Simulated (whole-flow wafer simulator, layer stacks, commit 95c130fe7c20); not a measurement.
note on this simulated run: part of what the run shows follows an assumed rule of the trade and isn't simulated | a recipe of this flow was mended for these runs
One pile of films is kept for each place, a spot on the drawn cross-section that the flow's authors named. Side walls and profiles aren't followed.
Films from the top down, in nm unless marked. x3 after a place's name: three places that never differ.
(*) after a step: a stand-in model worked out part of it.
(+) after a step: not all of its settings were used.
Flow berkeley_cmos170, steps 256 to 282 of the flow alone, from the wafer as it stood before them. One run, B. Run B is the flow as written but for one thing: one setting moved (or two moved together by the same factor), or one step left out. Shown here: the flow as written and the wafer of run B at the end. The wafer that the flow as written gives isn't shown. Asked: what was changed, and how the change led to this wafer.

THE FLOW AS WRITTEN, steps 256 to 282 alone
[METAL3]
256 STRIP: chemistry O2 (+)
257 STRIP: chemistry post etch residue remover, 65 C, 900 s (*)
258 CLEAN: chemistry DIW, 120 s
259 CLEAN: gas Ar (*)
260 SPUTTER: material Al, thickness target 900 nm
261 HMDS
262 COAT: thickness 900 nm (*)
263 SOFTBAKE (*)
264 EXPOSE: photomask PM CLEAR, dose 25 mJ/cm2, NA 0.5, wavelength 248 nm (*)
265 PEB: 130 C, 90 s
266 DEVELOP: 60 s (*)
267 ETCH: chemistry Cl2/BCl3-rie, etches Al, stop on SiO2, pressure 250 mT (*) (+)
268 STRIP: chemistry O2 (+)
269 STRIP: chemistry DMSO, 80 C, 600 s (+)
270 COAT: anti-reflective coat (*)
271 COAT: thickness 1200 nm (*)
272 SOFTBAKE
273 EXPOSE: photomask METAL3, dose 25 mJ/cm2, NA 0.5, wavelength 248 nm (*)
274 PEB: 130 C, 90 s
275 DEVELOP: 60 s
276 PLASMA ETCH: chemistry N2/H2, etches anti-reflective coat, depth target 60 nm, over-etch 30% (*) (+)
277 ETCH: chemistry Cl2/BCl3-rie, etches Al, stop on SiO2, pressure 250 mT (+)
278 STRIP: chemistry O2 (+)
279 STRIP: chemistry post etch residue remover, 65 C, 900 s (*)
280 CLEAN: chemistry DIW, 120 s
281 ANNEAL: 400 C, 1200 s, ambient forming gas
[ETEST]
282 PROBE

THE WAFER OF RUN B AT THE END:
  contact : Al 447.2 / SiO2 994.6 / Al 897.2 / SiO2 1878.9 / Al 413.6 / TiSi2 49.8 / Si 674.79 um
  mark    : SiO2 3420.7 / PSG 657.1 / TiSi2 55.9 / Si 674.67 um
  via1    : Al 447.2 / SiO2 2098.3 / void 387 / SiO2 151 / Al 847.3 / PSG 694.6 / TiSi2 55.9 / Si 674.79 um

The cause: step 260, SPUTTER: thickness target 450 nm was run, where the flow has thickness target 900 nm.

How the change led to this, step by step:
  260 SPUTTER: material Al, thickness target 900 nm
      field, mark, sd_n and 9 more: Al +450 (new film) (as written it would be: Al +900 (new film))
      via2: Al +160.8 (as written it would be: Al +259.4)
  262 COAT: thickness 900 nm (*)
      via2: KrF-resist +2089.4 (new film) (as written it would be: KrF-resist +2428.6 (new film))
  265 PEB: 130 C, 90 s
      via2: KrF-resist -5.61 (as written it would be: KrF-resist -7.55)
  267 ETCH: chemistry Cl2/BCl3-rie, etches Al, stop on SiO2, pressure 250 mT (*) (+)
      field, sd_n, spacer_n and 9 more: KrF-resist -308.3 (as written it would be: KrF-resist -533.3)
      mark: Al -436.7 (all of it), SiO2 -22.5 (as written it would be: Al -886.7 (all of it), SiO2 -22.5)
  268 STRIP: chemistry O2 (+)
      field, spacer_n, gate_n: KrF-resist -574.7 (all of it) (as written it would be: KrF-resist -349.7 (all of it))
      spacer_p, gate_p: KrF-resist -574.6 (all of it) (as written it would be: KrF-resist -349.6 (all of it))
      (and at 7 more places)
  270 COAT: anti-reflective coat (*)
      m1: anti-reflective coat +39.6 (new film) (as written it would be: anti-reflective coat +40.9 (new film))
      m2: anti-reflective coat +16 (new film) (as written it would be: anti-reflective coat +16.6 (new film))
      (and at 1 more place)
  271 COAT: thickness 1200 nm (*)
      via2: KrF-resist +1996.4 (new film) (as written it would be: KrF-resist +2189.1 (new film))
  274 PEB: 130 C, 90 s
      via2: KrF-resist -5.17 (as written it would be: KrF-resist -6.08)
  277 ETCH: chemistry Cl2/BCl3-rie, etches Al, stop on SiO2, pressure 250 mT (+)
      field, sd_n, spacer_n, gate_n, sd_p, spacer_p, gate_p: Al -450 (all of it), SiO2 -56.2 (as written it would be: Al -900 (all of it), SiO2 -56.2)
      contact, m1, via1, m2, via2: KrF-resist -450 (as written it would be: KrF-resist -675)
      (and at 1 more place)
  278 STRIP: chemistry O2 (+)
      contact: KrF-resist -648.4 (all of it), anti-reflective coat -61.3 (all of it) (as written it would be: KrF-resist -424 (all of it), anti-reflective coat -61.1 (all of it))
      m1: KrF-resist -642.8 (all of it), anti-reflective coat -39.6 (all of it) (as written it would be: KrF-resist -423.6 (all of it), anti-reflective coat -40.9 (all of it))
      (and at 3 more places)
